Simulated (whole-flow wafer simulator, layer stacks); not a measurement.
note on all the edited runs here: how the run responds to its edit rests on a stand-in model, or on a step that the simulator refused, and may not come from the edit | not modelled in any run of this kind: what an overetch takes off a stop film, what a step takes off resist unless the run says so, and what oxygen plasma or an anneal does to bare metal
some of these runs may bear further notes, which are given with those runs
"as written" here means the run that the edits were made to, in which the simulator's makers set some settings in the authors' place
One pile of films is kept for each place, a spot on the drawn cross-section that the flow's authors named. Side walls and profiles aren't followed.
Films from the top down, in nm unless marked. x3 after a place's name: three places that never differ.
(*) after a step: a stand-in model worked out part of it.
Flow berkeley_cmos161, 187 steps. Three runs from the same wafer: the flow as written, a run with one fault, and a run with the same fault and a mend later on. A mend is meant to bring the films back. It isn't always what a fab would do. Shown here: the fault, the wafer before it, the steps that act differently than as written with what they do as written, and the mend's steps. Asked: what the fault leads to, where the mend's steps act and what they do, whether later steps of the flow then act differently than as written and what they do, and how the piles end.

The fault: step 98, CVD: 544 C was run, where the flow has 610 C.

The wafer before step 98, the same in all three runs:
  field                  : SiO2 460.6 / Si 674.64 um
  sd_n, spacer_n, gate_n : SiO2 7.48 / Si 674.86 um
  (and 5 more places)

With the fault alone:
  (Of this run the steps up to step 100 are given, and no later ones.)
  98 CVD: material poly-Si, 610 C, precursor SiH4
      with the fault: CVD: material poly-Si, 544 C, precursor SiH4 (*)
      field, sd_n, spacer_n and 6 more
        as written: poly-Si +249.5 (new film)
        with the fault: poly-Si +52.9 (new film)
  No later step of the flow up to step 100 acts differently than as written at any place that is followed.
  After step 100 the piles differ from the flow's by more than 2% or 0.5 nm, whichever is larger, at field, sd_n, spacer_n and 6 more.
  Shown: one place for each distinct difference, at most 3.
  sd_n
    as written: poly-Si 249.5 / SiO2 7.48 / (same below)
    with the fault: poly-Si 52.9 / SiO2 7.48 / (same below)
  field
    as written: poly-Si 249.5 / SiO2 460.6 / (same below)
    with the fault: poly-Si 52.9 / SiO2 460.6 / (same below)

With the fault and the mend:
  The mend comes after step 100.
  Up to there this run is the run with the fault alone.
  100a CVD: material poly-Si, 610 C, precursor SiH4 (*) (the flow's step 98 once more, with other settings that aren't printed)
      field, sd_n, spacer_n and 6 more
        poly-Si +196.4
  No later step of the flow acts differently than as written, at any place that is followed, by more than 2% or 0.5 nm, whichever is larger.
  At the end the piles differ from the flow's only slightly at the places that both follow, by at most 2% or 0.5 nm, whichever is larger.
